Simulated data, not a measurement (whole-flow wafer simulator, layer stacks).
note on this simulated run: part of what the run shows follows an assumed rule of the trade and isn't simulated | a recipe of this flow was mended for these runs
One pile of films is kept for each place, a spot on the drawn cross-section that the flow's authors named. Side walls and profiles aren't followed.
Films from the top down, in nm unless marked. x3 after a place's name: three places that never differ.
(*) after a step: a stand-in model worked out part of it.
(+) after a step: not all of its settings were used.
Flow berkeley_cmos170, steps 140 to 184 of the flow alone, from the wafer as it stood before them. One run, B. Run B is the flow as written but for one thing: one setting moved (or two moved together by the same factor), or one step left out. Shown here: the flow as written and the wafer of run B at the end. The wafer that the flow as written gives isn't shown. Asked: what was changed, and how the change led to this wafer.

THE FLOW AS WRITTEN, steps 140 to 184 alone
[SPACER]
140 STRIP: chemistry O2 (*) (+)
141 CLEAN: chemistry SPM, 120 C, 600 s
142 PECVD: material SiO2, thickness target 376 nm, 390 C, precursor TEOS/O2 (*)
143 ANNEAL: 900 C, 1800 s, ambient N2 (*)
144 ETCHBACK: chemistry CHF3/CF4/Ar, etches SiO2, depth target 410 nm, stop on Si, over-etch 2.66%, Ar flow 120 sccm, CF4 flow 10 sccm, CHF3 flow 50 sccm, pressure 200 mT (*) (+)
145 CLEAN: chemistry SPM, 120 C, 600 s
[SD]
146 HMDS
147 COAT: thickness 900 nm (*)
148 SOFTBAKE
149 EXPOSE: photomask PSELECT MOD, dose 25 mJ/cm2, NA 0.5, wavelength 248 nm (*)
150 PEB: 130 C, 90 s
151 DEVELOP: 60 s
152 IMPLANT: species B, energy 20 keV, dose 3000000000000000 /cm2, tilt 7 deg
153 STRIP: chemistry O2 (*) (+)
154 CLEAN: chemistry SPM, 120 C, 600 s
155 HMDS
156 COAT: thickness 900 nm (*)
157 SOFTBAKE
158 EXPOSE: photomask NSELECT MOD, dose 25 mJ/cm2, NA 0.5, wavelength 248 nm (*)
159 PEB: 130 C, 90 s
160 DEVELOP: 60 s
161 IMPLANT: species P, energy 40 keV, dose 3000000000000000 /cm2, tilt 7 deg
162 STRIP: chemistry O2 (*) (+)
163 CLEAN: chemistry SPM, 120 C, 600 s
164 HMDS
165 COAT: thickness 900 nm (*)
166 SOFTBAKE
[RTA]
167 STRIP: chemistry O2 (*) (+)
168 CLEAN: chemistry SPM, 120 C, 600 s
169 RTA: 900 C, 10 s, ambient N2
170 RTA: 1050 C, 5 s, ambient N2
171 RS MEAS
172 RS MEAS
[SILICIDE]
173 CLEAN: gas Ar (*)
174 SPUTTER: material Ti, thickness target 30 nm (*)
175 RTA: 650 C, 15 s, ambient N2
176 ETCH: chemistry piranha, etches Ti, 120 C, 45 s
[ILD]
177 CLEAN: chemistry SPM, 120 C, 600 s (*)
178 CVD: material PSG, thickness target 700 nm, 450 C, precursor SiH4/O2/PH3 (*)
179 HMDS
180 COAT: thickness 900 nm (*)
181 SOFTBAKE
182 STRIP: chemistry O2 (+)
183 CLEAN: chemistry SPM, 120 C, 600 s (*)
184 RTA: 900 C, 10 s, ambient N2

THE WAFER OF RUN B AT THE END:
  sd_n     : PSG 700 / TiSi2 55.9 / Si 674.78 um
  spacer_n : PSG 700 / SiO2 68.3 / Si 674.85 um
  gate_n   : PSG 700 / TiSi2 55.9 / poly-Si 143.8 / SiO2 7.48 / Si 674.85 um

The cause: step 142, PECVD: thickness target 263 nm was run, where the flow has thickness target 376 nm.

How the change led to this, step by step:
  142 PECVD: material SiO2, thickness target 376 nm, 390 C, precursor TEOS/O2 (*)
      field, mark, sd_n and 8 more: SiO2 +263 (as written it would be: SiO2 +376)
      gate_n, gate_p: SiO2 +263 (new film) (as written it would be: SiO2 +376 (new film))
  143 ANNEAL: 900 C, 1800 s, ambient N2 (*)
      field, mark, sd_n and 10 more: SiO2 -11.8 (as written it would be: SiO2 -16.9)
  144 ETCHBACK: chemistry CHF3/CF4/Ar, etches SiO2, depth target 410 nm, stop on Si, over-etch 2.66%, Ar flow 120 sccm, CF4 flow 10 sccm, CHF3 flow 50 sccm, pressure 200 mT (*) (+)
      mark, sd_n, sd_p, contact, m1, via1, m2, via2: SiO2 -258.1 (all of it), Si -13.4 (as written it would be: SiO2 -366 (all of it), Si -3.55)
      gate_n, gate_p: SiO2 -251.2 (all of it), chemical SiO2 -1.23 (all of it), poly-Si -13.4 (as written it would be: SiO2 -359.1 (all of it), chemical SiO2 -1.23 (all of it), poly-Si -3.55)
  147 COAT: thickness 900 nm (*)
      field: KrF-resist +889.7 (new film) (as written it would be: KrF-resist +868 (new film))
      sd_n: KrF-resist +930.6 (new film) (as written it would be: KrF-resist +982.3 (new film))
      (and at 10 more places)
  151 DEVELOP: 60 s
      sd_p: KrF-resist -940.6 (all of it) (as written it would be: KrF-resist -988.2 (all of it))
      spacer_p: KrF-resist -866.8 (all of it) (as written it would be: KrF-resist -813.2 (all of it))
      (and at 1 more place)
  153 STRIP: chemistry O2 (*) (+)
      gate_n: KrF-resist -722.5 (all of it), chemical SiO2 +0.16 (as written it would be: KrF-resist -771.3 (all of it), chemical SiO2 +0.17, poly-Si -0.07)
      field: KrF-resist -872.8 (all of it) (as written it would be: KrF-resist -851.1 (all of it))
      (and at 7 more places)
  156 COAT: thickness 900 nm (*)
      field: KrF-resist +889.7 (new film) (as written it would be: KrF-resist +867.7 (new film))
      sd_n: KrF-resist +930.6 (new film) (as written it would be: KrF-resist +982.3 (new film))
      (and at 10 more places)
  160 DEVELOP: 60 s
      sd_n: KrF-resist -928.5 (all of it) (as written it would be: KrF-resist -980.1 (all of it))
      spacer_n: KrF-resist -868.4 (all of it) (as written it would be: KrF-resist -819.3 (all of it))
      (and at 6 more places)
  162 STRIP: chemistry O2 (*) (+)
      field: KrF-resist -872.8 (all of it) (as written it would be: KrF-resist -850.8 (all of it))
      sd_p: KrF-resist -925.4 (all of it), chemical SiO2 +0.07 (as written it would be: KrF-resist -973.2 (all of it), chemical SiO2 +0.07)
      (and at 2 more places)
  165 COAT: thickness 900 nm (*)
      field: KrF-resist +889.8 (new film) (as written it would be: KrF-resist +867.7 (new film))
      sd_n: KrF-resist +930.5 (new film) (as written it would be: KrF-resist +982.2 (new film))
      (and at 10 more places)
  167 STRIP: chemistry O2 (*) (+)
      field: KrF-resist -889.8 (all of it) (as written it would be: KrF-resist -867.7 (all of it))
      sd_n: KrF-resist -930.5 (all of it), chemical SiO2 +0.06 (as written it would be: KrF-resist -982.2 (all of it), chemical SiO2 +0.06)
      (and at 10 more places)
  180 COAT: thickness 900 nm (*)
      sd_n: KrF-resist +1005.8 (new film) (as written it would be: KrF-resist +1042.1 (new film))
      spacer_n: KrF-resist +935.2 (new film) (as written it would be: KrF-resist +873 (new film))
      (and at 9 more places)
  182 STRIP: chemistry O2 (+)
      sd_n: KrF-resist -1005.8 (all of it) (as written it would be: KrF-resist -1042.1 (all of it))
      spacer_n: KrF-resist -935.2 (all of it) (as written it would be: KrF-resist -873 (all of it))
      (and at 9 more places)
